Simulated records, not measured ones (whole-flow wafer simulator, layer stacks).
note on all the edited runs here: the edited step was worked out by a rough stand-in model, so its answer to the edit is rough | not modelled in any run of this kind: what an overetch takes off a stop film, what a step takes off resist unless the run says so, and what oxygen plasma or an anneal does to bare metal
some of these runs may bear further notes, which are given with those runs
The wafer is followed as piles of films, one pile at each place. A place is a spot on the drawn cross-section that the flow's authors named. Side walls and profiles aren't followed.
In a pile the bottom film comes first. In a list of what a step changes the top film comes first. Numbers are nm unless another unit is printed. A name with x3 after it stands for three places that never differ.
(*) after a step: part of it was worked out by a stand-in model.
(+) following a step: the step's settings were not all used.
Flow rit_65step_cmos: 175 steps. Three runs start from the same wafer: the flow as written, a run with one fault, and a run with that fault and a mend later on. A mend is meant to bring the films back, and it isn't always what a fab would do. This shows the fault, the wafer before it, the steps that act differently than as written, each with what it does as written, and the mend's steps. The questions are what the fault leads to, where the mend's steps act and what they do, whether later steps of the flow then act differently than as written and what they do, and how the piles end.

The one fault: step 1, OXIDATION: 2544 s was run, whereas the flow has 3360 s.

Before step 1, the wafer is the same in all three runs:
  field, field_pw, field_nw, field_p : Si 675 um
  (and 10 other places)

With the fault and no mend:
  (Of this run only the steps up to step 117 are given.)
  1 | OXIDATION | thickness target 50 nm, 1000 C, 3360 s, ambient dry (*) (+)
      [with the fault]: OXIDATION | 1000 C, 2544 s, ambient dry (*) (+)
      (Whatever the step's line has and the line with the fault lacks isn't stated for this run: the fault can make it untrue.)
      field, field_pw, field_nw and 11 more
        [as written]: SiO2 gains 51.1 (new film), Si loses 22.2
        [with the fault]: SiO2 gains 43.8 (new film), Si loses 19
  Later steps of the flow acting differently than as written (not shown: 35 more steps that differ only slightly, by at most 2% or 0.5 nm, whichever is larger):
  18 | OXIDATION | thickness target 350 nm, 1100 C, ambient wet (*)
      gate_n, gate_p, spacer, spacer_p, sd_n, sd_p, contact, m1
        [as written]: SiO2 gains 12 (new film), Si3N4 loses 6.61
        [with the fault]: SiO2 gains 12 (new film), Si3N4 loses 6.61, SiO2 gains 0.02
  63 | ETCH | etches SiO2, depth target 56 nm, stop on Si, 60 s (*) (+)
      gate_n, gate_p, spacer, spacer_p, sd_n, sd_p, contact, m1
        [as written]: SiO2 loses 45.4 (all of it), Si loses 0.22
        [with the fault]: SiO2 loses 38.2 (all of it), Si loses 0.36
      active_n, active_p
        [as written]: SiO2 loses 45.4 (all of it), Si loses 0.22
        [with the fault]: SiO2 loses 38.2 (all of it), Si loses 0.37
  The piles after step 117 are only slightly different from the flow's at the places that both follow, by no more than 2% or 0.5 nm, whichever is larger.

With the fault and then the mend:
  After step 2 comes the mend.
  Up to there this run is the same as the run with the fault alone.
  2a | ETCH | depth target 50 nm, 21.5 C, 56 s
      field, field_pw, field_nw and 11 more
        SiO2 loses 43.8 (all of it)
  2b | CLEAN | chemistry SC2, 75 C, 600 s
      field, field_pw, field_nw and 11 more
        chemical SiO2 gains 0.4 (new film), Si loses 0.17
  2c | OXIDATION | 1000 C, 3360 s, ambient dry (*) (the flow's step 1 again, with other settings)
      field, field_pw, field_nw and 11 more
        SiO2 gains 51 (new film), chemical SiO2 loses 0.4 (all of it), Si loses 22.3
  Later steps of the flow acting differently than as written (not shown: 18 more steps that differ only slightly, by at most 2% or 0.5 nm, whichever is larger):
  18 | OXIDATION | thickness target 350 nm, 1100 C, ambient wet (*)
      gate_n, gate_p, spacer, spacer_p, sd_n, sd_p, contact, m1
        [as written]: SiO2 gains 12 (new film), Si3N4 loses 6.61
        [with the mend]: SiO2 gains 12 (new film), Si3N4 loses 6.61, SiO2 gains 0.03
  The piles end only slightly different from the flow's at the places that both follow, by no more than 2% or 0.5 nm, whichever is larger.
